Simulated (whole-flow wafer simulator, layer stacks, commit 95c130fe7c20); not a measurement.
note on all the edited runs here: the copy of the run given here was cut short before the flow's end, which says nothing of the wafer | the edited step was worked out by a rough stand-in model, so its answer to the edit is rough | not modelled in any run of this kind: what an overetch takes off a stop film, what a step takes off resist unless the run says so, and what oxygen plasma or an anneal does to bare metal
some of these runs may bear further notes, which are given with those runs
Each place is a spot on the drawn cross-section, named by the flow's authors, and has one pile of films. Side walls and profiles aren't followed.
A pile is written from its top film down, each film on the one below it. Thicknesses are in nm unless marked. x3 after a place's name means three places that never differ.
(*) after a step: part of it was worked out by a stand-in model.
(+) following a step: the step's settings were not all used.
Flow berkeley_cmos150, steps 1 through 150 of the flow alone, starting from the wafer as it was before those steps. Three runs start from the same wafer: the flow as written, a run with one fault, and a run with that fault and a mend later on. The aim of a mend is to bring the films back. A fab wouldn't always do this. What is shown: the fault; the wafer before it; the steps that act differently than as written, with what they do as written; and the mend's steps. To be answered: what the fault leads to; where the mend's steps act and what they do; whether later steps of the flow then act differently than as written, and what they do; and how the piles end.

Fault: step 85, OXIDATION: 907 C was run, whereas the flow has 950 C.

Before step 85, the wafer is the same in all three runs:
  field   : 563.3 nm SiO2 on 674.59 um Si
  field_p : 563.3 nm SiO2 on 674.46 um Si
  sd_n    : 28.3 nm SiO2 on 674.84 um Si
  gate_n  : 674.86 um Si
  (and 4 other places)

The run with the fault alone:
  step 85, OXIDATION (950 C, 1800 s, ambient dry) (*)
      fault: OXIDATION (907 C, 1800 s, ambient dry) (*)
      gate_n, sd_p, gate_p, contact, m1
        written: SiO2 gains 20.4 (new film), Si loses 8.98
        fault: SiO2 gains 13.3 (new film), Si loses 5.87
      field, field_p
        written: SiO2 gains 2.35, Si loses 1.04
        fault: SiO2 gains 1.21, Si loses 0.53
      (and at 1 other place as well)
  Steps further on in the flow that do not act as written (22 other steps are not shown; they differ only slightly, by no more than 2% or 0.5 nm, whichever is larger):
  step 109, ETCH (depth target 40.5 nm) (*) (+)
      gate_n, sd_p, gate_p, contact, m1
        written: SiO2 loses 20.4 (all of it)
        fault: SiO2 loses 13.3 (all of it)
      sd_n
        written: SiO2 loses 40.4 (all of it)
        fault: SiO2 loses 35.3 (all of it)
  When the end is reached, the piles differ only a little from the flow's at the places that both follow, at most by 2% or 0.5 nm, whichever is larger.

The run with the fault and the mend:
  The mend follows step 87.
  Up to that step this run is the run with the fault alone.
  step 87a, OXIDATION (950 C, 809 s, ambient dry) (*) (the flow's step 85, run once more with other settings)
      gate_n, sd_p, gate_p, contact, m1
        SiO2 gains 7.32, Si loses 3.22
      field, field_p
        SiO2 gains 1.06, Si loses 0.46
      sd_n
        SiO2 gains 5.11, Si loses 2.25
  Later steps of the flow that are run all act as written at every place that is followed, up to a difference of at most 2% or 0.5 nm, whichever is larger.
  When the end is reached, the piles differ only a little from the flow's at the places that both follow, at most by 2% or 0.5 nm, whichever is larger.
